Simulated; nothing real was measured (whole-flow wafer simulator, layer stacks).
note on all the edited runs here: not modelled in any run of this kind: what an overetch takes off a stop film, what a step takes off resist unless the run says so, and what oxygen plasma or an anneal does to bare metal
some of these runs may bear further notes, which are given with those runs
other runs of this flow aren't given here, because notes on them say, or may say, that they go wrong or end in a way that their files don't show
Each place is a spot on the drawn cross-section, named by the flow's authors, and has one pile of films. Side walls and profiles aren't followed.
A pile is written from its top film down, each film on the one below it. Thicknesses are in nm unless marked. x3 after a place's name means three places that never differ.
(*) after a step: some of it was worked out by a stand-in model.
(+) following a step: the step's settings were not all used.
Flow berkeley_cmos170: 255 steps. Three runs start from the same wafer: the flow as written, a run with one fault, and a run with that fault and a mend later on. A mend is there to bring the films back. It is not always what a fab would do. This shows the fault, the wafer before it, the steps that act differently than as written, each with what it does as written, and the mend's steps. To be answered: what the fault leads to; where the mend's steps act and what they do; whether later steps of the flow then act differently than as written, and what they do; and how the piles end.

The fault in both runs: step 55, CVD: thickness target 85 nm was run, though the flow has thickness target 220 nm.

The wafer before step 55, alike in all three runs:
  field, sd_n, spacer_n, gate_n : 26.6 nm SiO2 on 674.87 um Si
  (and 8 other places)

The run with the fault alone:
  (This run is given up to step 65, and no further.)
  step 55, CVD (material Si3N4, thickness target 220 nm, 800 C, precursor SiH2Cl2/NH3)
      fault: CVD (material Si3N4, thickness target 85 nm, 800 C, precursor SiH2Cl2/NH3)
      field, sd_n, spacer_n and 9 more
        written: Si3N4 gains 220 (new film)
        fault: Si3N4 gains 85 (new film)
  Steps further on in the flow that do not act as written:
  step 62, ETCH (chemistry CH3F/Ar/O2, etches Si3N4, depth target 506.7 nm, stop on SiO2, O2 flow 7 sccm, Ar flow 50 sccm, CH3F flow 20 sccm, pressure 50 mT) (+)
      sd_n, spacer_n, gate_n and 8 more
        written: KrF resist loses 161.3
        fault: KrF resist loses 71.3
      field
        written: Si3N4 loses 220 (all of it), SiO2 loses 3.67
        fault: Si3N4 loses 85 (all of it), SiO2 loses 3.67
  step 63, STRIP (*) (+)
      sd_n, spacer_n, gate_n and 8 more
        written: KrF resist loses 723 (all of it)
        fault: KrF resist loses 813 (all of it)
  Once step 65 is done, the piles at sd_n, spacer_n, gate_n and 8 more depart from the flow's by more than 2% or 0.5 nm, whichever is larger.
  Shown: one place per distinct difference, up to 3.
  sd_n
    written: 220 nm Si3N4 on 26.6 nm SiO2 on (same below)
    fault: 85 nm Si3N4 on 26.6 nm SiO2 on (same below)

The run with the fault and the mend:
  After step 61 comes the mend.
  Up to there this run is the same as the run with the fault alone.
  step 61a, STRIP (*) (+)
      sd_n, spacer_n, gate_n and 8 more
        KrF resist loses 884.4 (all of it)
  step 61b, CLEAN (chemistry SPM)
      leaves every film unchanged at each place that is followed
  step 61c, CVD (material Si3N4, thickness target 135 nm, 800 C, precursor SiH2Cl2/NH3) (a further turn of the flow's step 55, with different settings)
      field, sd_n, spacer_n and 9 more
        Si3N4 gains 135
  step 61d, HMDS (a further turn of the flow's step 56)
      leaves every film unchanged at each place that is followed
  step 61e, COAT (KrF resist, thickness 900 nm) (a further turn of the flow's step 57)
      field, sd_n, spacer_n and 9 more
        KrF resist gains 900 (new film)
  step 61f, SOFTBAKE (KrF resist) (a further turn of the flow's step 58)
      leaves every film unchanged at each place that is followed
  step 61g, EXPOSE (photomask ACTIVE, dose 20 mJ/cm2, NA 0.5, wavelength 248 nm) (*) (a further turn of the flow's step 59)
      leaves every film unchanged at each place that is followed
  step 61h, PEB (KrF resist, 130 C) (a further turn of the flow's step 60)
      field, sd_n, spacer_n and 9 more
        KrF resist loses 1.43
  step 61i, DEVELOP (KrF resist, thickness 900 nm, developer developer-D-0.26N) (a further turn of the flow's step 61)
      sd_n, spacer_n, gate_n and 8 more
        KrF resist loses 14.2
      field
        KrF resist loses 898.6 (all of it)
  Later steps of the flow that are run all act as written at every place that is followed.
  The piles end the same as the flow's at every place that both follow.
